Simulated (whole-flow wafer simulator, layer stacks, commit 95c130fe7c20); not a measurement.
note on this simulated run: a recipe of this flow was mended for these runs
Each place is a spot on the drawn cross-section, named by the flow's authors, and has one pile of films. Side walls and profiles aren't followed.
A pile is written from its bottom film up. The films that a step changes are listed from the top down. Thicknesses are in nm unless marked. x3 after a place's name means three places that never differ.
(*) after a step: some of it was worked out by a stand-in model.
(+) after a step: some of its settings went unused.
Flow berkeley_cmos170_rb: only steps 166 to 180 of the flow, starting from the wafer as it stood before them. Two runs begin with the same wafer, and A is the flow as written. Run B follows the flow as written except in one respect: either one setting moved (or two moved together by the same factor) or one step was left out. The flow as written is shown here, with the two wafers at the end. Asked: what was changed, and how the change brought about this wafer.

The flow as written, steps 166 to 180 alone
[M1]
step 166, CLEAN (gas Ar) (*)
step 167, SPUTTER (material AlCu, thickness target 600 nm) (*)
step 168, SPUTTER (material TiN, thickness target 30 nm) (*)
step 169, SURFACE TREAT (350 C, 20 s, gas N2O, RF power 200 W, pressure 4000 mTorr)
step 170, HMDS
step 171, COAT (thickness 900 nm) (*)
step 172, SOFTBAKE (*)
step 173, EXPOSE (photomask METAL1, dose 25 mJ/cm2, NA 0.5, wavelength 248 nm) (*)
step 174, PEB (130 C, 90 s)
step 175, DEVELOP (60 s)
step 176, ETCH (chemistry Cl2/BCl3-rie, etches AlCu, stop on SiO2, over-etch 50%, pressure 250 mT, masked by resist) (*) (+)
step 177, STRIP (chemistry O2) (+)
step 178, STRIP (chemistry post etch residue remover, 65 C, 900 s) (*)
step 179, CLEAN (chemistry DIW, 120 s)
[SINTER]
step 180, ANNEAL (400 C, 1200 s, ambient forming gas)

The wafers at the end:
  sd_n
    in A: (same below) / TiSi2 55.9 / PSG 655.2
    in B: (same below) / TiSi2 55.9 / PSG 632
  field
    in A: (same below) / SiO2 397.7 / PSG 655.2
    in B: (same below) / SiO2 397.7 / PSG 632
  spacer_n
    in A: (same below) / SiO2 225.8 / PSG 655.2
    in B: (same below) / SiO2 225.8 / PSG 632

What caused this: step 176, ETCH: over-etch 79.4% was run, while the flow as written has over-etch 50%.

Step by step, how the change led to this:
  step 176, ETCH (chemistry Cl2/BCl3-rie, etches AlCu, stop on SiO2, over-etch 50%, pressure 250 mT, masked by resist) (*) (+)
      field, sd_n, spacer_n, gate, spacer_p, gate_p: A TiN loses 30 (all of it), AlCu loses 600 (all of it), PSG loses 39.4 | B TiN loses 30 (all of it), AlCu loses 600 (all of it), PSG loses 62.5
      contact, m1: A KrF-resist loses 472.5 | B KrF-resist loses 565.1
      (also at 1 further place)
  step 177, STRIP (chemistry O2) (+)
      contact: A KrF-resist loses 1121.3 (all of it) | B KrF-resist loses 1028.7 (all of it)
      m1: A KrF-resist loses 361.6 (all of it) | B KrF-resist loses 269 (all of it)
